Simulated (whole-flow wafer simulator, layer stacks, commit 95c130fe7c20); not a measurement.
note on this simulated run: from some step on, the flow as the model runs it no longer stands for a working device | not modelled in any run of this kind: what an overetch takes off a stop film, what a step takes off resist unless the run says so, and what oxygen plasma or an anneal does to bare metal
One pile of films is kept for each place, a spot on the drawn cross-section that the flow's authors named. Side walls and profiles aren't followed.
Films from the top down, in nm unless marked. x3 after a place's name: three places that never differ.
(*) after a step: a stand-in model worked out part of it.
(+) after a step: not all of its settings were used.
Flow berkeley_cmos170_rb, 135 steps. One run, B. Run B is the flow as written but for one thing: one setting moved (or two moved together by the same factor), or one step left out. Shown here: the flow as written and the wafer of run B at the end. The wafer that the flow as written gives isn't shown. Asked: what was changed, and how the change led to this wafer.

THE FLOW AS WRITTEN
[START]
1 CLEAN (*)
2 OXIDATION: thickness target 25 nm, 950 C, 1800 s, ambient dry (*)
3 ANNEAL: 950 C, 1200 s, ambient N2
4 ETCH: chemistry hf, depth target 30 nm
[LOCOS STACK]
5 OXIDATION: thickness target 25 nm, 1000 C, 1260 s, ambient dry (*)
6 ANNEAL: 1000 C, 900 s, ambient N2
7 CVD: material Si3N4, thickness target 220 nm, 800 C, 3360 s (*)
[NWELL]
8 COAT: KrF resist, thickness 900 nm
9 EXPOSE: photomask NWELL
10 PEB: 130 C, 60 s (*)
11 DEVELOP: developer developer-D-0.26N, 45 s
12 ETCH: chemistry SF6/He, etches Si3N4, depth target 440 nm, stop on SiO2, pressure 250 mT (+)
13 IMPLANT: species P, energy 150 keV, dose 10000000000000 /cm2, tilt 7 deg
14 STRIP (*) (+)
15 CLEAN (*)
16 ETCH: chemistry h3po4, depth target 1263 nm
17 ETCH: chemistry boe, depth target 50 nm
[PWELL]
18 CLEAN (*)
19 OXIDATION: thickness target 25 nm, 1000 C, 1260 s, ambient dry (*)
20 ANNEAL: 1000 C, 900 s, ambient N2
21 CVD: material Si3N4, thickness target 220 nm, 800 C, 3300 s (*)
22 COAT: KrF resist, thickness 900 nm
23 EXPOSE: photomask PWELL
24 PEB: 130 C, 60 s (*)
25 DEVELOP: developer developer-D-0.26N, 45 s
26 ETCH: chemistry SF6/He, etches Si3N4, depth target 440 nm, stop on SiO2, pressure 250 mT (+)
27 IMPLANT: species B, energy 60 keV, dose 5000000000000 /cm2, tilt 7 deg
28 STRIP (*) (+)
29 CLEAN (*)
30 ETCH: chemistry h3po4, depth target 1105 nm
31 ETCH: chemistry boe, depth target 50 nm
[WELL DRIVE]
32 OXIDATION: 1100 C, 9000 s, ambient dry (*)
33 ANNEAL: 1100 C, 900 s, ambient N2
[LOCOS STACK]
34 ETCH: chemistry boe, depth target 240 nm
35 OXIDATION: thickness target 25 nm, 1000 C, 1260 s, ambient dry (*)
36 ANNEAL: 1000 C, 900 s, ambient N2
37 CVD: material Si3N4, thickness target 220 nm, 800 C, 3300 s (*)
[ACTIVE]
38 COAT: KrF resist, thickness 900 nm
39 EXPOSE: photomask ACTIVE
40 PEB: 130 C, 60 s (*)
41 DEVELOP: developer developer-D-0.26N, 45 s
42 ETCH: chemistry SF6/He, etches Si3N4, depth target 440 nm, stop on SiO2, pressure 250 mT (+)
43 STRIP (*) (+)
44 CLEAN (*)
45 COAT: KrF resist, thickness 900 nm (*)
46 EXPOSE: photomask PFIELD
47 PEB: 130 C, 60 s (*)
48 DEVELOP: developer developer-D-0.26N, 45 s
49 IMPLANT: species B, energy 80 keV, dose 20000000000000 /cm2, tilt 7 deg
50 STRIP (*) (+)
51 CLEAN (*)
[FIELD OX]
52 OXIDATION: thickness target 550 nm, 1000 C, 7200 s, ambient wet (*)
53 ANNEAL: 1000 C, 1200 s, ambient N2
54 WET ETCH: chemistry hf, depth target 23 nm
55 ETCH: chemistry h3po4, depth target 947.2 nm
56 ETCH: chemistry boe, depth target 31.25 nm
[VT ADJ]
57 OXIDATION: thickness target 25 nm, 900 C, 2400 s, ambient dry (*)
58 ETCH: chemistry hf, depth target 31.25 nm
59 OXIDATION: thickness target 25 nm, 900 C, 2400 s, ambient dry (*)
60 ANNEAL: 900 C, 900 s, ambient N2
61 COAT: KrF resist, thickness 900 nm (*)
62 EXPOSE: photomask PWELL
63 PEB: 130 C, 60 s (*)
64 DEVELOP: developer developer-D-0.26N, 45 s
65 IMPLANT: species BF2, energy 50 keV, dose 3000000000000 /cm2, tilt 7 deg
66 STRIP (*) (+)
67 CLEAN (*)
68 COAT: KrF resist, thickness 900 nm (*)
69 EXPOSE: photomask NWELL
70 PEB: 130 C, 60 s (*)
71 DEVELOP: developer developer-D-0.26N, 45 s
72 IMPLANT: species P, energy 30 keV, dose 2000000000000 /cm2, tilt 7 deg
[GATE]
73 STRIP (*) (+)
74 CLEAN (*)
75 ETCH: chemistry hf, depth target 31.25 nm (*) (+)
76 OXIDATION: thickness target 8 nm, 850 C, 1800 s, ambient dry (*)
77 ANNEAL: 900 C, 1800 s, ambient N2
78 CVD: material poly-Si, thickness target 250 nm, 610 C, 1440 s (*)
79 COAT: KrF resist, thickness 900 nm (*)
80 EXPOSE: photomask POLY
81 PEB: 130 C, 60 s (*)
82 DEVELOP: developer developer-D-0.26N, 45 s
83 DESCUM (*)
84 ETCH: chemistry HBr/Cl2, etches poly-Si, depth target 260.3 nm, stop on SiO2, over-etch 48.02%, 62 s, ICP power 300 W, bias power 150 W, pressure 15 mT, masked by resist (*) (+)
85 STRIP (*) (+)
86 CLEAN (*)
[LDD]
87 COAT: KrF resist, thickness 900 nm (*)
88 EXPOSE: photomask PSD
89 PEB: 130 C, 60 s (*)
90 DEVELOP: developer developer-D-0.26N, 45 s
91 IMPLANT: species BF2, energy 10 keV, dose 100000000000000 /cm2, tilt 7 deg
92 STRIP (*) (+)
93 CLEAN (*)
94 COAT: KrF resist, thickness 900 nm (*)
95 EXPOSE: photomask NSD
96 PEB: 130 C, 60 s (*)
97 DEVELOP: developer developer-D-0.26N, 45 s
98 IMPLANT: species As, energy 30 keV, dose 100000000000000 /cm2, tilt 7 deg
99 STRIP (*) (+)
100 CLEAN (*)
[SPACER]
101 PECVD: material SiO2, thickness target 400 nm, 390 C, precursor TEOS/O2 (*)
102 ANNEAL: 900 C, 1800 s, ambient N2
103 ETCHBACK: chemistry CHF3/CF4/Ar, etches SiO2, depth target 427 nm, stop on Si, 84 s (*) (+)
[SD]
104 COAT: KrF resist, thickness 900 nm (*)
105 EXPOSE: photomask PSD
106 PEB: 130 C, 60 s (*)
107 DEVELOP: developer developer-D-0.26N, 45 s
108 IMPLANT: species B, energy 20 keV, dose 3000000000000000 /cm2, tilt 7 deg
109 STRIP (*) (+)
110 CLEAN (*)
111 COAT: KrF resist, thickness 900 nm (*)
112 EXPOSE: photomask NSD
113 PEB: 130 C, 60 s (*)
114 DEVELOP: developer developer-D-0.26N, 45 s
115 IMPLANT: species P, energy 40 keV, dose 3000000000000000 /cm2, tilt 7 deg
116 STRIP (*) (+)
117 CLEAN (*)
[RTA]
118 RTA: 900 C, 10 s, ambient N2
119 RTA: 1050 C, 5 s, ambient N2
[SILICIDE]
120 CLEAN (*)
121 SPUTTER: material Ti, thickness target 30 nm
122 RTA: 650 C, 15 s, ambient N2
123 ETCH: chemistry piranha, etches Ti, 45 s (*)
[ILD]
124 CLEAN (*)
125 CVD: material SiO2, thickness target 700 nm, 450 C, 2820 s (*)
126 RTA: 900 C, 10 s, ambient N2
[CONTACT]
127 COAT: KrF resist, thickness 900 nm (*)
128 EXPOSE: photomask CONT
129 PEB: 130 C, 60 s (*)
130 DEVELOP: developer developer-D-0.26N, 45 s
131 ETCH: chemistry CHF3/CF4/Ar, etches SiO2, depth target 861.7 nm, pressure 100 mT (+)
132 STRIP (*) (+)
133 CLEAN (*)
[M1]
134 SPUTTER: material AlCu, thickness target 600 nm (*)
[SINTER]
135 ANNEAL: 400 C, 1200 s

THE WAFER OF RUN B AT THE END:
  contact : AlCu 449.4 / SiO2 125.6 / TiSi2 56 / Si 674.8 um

The cause: step 131, ETCH: depth target 574.4 nm was run, where the flow has depth target 861.7 nm.

How the change led to this, step by step:
  131 ETCH: chemistry CHF3/CF4/Ar, etches SiO2, depth target 861.7 nm, pressure 100 mT (+)
      contact: SiO2 -574.4 (as written it would be: SiO2 -700 (all of it), TiSi2 -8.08)
      field, sd_n, spacer_n, gate, sd_p, spacer_p, gate_p, m1: KrF resist -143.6 (as written it would be: KrF resist -215.4)
  132 STRIP (*) (+)
      field: KrF resist -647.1 (all of it) (as written it would be: KrF resist -575.3 (all of it))
      sd_n: KrF resist -852.2 (all of it) (as written it would be: KrF resist -780.4 (all of it))
      (and at 6 more places)
  134 SPUTTER: material AlCu, thickness target 600 nm (*)
      contact: AlCu +449.4 (new film) (as written it would be: AlCu +415.1 (new film))
